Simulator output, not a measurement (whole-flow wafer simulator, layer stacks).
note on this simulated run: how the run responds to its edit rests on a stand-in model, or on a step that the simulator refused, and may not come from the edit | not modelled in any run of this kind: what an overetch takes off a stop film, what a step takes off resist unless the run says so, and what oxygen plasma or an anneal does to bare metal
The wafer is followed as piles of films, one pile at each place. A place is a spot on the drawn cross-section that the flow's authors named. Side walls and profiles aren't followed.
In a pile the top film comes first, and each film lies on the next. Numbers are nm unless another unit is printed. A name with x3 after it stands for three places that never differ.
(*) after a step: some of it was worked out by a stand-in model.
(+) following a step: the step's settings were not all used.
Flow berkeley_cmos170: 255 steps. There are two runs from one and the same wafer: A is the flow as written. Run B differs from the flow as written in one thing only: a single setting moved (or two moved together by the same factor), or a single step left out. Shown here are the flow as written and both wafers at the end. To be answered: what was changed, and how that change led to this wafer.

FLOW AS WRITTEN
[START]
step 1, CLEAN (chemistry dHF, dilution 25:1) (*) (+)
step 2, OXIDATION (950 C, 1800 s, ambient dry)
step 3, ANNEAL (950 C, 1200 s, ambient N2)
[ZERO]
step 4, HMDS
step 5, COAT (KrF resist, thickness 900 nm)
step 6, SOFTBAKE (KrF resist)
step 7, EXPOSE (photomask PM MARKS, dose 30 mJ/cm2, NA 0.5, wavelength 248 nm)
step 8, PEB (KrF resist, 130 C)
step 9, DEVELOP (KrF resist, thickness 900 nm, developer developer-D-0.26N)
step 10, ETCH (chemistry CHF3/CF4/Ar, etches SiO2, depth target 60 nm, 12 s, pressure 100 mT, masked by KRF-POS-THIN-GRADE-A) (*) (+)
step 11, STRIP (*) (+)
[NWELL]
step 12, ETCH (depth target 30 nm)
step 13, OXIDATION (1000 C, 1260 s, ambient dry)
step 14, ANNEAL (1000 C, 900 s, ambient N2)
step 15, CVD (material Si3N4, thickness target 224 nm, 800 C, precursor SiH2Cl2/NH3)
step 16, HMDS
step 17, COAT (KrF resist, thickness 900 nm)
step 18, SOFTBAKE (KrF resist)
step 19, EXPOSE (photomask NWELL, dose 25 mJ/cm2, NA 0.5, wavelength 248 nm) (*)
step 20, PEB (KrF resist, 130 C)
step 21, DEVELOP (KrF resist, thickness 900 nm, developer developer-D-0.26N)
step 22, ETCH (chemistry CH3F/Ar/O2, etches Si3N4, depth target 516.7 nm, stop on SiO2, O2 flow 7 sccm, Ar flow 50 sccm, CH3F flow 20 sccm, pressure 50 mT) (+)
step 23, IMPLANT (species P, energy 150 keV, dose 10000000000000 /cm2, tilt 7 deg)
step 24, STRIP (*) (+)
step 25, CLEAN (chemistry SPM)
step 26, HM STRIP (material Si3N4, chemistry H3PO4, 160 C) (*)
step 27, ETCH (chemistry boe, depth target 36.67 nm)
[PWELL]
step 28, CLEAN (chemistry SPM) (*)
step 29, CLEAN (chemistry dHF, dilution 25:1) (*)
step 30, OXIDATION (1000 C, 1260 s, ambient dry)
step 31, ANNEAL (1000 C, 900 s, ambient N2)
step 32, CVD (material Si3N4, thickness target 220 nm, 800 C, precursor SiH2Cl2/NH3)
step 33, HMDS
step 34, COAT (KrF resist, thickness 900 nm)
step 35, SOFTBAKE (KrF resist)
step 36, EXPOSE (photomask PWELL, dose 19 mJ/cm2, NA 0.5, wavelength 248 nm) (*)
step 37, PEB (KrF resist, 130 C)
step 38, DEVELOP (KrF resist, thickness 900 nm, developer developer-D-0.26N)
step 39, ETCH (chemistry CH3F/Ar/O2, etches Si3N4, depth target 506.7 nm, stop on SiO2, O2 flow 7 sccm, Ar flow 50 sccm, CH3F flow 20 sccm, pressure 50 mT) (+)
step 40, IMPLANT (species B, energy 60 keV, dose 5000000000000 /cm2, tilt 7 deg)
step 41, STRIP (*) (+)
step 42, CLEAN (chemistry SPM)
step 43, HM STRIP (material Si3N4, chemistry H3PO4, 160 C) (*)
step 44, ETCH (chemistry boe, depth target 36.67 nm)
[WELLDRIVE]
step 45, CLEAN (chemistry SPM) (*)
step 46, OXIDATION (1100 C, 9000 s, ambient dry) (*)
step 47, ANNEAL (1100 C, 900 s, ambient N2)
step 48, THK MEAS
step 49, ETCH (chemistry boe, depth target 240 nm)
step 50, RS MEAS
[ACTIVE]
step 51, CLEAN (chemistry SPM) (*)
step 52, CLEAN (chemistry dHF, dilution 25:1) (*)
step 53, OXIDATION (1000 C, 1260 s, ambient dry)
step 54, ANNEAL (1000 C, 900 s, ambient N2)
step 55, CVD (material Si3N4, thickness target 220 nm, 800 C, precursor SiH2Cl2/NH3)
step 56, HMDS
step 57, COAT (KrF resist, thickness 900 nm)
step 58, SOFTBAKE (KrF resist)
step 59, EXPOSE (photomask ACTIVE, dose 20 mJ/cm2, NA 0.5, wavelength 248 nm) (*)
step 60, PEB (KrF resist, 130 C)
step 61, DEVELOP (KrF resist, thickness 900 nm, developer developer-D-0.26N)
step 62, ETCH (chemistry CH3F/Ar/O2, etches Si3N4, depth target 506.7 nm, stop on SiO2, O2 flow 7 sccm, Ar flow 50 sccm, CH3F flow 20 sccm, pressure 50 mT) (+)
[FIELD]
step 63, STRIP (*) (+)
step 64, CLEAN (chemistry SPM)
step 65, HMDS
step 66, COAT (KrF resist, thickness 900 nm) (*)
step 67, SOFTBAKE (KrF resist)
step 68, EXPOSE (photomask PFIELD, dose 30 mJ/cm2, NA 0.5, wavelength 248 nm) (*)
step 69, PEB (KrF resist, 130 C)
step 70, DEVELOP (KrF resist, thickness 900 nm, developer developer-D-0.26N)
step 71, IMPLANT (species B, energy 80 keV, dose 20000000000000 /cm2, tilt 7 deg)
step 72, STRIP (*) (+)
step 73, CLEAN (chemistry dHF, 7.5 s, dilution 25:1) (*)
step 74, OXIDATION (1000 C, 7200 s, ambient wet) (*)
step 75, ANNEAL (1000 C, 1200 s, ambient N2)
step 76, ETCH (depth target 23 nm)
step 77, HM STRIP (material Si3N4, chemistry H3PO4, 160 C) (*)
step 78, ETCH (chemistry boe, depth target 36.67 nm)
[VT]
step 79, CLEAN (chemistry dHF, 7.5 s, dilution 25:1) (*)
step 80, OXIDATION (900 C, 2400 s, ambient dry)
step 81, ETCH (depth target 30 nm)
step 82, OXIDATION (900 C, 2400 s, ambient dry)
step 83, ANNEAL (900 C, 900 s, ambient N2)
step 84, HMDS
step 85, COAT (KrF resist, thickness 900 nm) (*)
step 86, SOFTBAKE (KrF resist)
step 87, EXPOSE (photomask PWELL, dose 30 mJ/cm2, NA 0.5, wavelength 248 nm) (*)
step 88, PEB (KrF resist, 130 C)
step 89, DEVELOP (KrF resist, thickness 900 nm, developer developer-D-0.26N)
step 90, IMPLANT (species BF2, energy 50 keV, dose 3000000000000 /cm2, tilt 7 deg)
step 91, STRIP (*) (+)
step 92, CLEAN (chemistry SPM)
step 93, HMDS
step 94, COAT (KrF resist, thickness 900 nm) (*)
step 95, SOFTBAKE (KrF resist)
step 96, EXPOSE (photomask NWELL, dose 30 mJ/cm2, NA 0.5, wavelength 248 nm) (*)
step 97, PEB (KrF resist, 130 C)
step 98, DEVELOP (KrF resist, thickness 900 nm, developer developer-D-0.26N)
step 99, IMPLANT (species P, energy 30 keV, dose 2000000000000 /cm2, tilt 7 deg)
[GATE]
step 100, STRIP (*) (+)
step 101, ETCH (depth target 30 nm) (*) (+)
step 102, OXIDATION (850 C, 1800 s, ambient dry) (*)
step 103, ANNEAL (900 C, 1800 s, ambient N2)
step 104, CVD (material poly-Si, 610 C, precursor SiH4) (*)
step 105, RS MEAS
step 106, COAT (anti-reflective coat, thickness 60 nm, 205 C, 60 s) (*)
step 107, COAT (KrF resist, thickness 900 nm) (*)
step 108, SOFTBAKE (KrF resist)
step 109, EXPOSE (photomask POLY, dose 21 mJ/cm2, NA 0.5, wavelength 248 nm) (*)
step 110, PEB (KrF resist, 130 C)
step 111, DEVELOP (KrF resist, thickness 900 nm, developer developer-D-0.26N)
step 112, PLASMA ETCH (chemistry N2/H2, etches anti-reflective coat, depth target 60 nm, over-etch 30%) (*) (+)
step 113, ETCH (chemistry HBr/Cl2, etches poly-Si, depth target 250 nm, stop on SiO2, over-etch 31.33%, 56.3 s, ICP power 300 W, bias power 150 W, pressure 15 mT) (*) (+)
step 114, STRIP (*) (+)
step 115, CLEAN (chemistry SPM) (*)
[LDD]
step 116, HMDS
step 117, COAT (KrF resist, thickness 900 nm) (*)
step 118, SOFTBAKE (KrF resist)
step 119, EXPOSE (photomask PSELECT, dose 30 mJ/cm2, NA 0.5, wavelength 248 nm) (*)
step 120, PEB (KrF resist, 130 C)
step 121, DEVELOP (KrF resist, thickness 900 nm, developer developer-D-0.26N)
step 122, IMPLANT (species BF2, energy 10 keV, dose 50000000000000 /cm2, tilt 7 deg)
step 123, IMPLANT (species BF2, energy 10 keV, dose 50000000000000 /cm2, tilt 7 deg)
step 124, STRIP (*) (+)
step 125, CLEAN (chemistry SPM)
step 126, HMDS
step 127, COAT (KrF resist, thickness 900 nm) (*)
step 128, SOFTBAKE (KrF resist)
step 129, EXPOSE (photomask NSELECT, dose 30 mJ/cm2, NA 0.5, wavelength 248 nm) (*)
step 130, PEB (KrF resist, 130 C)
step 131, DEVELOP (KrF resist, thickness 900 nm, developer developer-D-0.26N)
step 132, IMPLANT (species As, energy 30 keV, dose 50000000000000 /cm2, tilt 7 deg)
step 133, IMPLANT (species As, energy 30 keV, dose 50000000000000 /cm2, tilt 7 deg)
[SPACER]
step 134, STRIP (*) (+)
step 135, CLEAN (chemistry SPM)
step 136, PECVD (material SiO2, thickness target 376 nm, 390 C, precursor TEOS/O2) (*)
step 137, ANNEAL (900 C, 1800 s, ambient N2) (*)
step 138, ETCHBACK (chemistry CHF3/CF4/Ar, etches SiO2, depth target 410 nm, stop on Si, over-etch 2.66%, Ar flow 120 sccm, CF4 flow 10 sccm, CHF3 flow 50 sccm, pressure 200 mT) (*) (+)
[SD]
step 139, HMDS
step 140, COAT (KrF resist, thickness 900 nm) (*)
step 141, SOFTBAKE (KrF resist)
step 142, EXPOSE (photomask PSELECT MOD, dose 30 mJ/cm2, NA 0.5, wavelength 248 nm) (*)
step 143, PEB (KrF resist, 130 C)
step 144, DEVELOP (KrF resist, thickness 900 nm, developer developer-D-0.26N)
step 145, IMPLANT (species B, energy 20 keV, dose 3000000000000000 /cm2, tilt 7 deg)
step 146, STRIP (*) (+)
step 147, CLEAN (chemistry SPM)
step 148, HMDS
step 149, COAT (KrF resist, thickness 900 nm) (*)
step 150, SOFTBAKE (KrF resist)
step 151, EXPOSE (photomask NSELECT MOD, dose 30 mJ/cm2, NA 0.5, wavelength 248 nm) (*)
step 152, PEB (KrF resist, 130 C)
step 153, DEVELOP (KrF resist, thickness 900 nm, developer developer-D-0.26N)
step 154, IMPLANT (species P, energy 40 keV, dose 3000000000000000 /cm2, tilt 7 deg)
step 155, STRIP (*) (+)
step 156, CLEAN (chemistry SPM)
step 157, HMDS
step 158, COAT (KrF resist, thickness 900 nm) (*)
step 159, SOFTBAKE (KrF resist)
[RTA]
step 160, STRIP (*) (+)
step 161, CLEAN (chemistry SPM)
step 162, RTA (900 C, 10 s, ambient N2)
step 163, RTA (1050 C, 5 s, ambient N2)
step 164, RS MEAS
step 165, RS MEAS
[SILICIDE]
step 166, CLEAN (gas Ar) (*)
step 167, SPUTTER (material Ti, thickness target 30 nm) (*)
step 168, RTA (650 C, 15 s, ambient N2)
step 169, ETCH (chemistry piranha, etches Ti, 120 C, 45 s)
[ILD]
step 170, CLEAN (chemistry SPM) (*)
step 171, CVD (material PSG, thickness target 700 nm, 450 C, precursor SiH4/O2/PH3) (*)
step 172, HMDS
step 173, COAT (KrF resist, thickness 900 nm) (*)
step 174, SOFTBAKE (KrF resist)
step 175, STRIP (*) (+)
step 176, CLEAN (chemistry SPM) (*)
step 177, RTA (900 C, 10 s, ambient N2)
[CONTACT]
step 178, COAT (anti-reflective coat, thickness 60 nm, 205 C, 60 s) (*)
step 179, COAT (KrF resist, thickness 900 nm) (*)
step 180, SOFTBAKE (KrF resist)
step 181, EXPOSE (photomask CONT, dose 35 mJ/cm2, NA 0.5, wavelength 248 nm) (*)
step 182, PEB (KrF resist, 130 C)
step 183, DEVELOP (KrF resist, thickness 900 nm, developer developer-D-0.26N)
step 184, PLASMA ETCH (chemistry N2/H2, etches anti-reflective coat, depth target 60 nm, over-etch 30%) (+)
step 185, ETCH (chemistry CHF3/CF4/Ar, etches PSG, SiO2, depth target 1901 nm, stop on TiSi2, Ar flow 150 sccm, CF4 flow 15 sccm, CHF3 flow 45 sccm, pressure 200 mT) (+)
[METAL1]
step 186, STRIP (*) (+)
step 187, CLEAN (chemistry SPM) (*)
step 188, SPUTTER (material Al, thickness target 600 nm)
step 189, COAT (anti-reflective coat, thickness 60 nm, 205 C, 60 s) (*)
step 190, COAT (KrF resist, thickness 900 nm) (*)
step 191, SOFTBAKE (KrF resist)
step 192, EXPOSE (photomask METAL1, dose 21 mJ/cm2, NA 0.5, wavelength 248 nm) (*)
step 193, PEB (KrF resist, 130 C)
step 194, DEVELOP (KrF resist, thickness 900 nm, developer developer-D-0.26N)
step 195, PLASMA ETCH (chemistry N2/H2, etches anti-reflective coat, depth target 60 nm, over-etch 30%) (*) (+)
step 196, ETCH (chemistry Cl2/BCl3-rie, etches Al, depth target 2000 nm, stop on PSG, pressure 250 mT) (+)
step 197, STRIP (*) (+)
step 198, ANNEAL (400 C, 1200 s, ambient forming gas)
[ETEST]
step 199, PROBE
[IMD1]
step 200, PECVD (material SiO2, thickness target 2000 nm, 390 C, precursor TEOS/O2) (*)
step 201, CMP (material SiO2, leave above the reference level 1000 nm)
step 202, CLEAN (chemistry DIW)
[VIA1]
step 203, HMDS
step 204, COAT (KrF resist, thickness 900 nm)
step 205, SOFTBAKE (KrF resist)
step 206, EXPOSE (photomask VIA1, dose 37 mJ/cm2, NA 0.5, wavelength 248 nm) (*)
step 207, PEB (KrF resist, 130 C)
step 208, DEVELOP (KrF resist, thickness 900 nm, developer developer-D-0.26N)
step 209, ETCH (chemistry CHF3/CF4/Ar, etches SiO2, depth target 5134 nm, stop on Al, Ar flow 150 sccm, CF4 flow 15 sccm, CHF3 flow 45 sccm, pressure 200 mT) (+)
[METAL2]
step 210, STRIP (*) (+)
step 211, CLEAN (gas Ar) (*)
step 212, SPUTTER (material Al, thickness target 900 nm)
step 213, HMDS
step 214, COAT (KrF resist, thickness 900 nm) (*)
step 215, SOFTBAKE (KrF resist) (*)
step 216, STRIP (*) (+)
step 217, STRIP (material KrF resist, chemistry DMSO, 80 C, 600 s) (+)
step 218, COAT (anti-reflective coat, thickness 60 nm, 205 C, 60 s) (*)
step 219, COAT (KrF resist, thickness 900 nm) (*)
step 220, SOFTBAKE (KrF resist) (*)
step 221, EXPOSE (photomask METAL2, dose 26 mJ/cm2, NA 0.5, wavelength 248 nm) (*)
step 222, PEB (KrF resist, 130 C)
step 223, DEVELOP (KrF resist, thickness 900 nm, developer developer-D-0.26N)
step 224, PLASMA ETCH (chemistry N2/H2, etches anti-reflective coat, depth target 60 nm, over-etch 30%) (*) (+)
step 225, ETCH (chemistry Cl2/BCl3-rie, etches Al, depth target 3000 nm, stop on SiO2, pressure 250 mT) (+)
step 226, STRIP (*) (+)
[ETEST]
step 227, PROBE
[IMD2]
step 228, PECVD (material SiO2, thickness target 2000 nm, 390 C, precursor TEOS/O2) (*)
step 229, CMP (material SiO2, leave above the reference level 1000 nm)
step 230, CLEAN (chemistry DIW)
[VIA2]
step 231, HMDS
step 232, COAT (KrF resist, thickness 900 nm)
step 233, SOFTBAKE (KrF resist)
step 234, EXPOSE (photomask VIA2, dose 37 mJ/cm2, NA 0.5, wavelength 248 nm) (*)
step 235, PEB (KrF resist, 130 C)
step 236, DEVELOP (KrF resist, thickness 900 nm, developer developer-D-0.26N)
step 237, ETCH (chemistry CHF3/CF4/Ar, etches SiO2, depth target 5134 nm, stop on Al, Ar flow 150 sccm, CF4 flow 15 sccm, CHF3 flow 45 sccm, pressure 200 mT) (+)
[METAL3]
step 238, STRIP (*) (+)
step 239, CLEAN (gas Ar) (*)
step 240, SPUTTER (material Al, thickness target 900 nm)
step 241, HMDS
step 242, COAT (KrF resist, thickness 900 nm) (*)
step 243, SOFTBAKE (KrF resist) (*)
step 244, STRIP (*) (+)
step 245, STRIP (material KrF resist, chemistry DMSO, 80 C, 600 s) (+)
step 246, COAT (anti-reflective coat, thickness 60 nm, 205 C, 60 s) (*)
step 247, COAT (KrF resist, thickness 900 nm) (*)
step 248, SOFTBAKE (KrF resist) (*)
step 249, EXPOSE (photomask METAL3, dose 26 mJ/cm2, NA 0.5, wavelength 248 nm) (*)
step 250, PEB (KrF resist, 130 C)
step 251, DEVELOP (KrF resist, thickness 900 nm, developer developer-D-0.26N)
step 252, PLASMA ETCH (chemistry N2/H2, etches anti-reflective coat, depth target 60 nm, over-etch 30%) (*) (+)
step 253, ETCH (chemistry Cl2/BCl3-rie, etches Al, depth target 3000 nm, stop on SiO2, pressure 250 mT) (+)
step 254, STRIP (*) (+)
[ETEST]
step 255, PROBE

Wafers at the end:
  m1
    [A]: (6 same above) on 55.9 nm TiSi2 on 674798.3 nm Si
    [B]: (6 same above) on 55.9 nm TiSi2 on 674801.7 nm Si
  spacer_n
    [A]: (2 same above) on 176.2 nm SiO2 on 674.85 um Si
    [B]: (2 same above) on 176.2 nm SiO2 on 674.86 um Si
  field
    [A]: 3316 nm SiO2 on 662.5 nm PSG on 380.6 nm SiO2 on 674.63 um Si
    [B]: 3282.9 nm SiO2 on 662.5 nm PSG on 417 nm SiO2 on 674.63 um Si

Cause: step 78, ETCH: chemistry boe, depth target 36.67 nm, was skipped.

The path from the change to this, step by step:
  step 79, CLEAN (chemistry dHF, 7.5 s, dilution 25:1) (*)
      sd_n, spacer_n, gate_n and 8 more: A nothing | B SiO2 loses 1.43
  step 80, OXIDATION (900 C, 2400 s, ambient dry)
      spacer_n, gate_n, spacer_p and 6 more: A SiO2 gains 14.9 (new film), Si loses 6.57 | B SiO2 gains 9.72, Si loses 4.28
      sd_n, sd_p: A SiO2 gains 14.9 (new film), Si loses 6.57 | B SiO2 gains 9.71, Si loses 4.27
  step 81, ETCH (depth target 30 nm)
      sd_n, spacer_n, gate_n and 8 more: A SiO2 loses 14.9 (all of it) | B SiO2 loses 30
  step 82, OXIDATION (900 C, 2400 s, ambient dry)
      spacer_n, gate_n, spacer_p and 6 more: A SiO2 gains 14.9 (new film), Si loses 6.57 | B SiO2 gains 12.4, Si loses 5.48
      sd_n, sd_p: A SiO2 gains 14.9 (new film), Si loses 6.57 | B SiO2 gains 12.4, Si loses 5.46
  step 106, COAT (anti-reflective coat, thickness 60 nm, 205 C, 60 s) (*)
      sd_n: A anti-reflective coat gains 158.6 (new film) | B anti-reflective coat gains 186.3 (new film)
      spacer_n: A anti-reflective coat gains 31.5 (new film) | B anti-reflective coat gains 25 (new film)
      (as well as at 8 more places)
  step 107, COAT (KrF resist, thickness 900 nm) (*)
      spacer_n: A KrF resist gains 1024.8 (new film) | B KrF resist gains 1052.4 (new film)
      gate_n: A KrF resist gains 1027.4 (new film) | B KrF resist gains 1055 (new film)
  step 111, DEVELOP (KrF resist, thickness 900 nm, developer developer-D-0.26N)
      spacer_n: A KrF resist loses 1023.1 (all of it) | B KrF resist loses 1050.7 (all of it)
  step 112, PLASMA ETCH (chemistry N2/H2, etches anti-reflective coat, depth target 60 nm, over-etch 30%) (*) (+)
      field: A anti-reflective coat loses 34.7 (all of it), poly-Si loses 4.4 | B anti-reflective coat loses 35.3 (all of it), poly-Si loses 5.3
      sd_n: A anti-reflective coat loses 158.6 (all of it), poly-Si loses 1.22 | B anti-reflective coat loses 186.3 (all of it), poly-Si loses 1.43
      (as well as at 8 more places)
  step 114, STRIP (*) (+)
      gate_n: A chemical SiO2 gains 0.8 (new film), KrF resist loses 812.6 (all of it), anti-reflective coat loses 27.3 (all of it), poly-Si loses 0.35 | B chemical SiO2 gains 0.8 (new film), KrF resist loses 840.2 (all of it), anti-reflective coat loses 20.4 (all of it), poly-Si loses 0.35
      gate_p: A chemical SiO2 gains 0.8 (new film), KrF resist loses 782.1 (all of it), anti-reflective coat loses 29.6 (all of it), poly-Si loses 0.35 | B chemical SiO2 gains 0.8 (new film), KrF resist loses 797.7 (all of it), anti-reflective coat loses 26.1 (all of it), poly-Si loses 0.35
  step 117, COAT (KrF resist, thickness 900 nm) (*)
      sd_n: A KrF resist gains 1000.9 (new film) | B KrF resist gains 1021.9 (new film)
  step 124, STRIP (*) (+)
      sd_n: A KrF resist loses 985.1 (all of it) | B KrF resist loses 1006 (all of it)
  step 127, COAT (KrF resist, thickness 900 nm) (*)
      sd_n: A KrF resist gains 1000.9 (new film) | B KrF resist gains 1022.2 (new film)
  step 131, DEVELOP (KrF resist, thickness 900 nm, developer developer-D-0.26N)
      sd_n: A KrF resist loses 999.3 (all of it) | B KrF resist loses 1020.5 (all of it)
  step 140, COAT (KrF resist, thickness 900 nm) (*)
      sd_n: A KrF resist gains 985.6 (new film) | B KrF resist gains 1006.3 (new film)
  step 146, STRIP (*) (+)
      sd_n: A chemical SiO2 gains 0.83 (new film), KrF resist loses 969.8 (all of it), Si loses 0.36 | B chemical SiO2 gains 0.83 (new film), KrF resist loses 990.5 (all of it), Si loses 0.37
  step 149, COAT (KrF resist, thickness 900 nm) (*)
      sd_n: A KrF resist gains 985.1 (new film) | B KrF resist gains 1006.1 (new film)
  ... 11 other steps ...
  step 201, CMP (material SiO2, leave above the reference level 1000 nm)
      field: A SiO2 loses 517 | B SiO2 loses 550.1
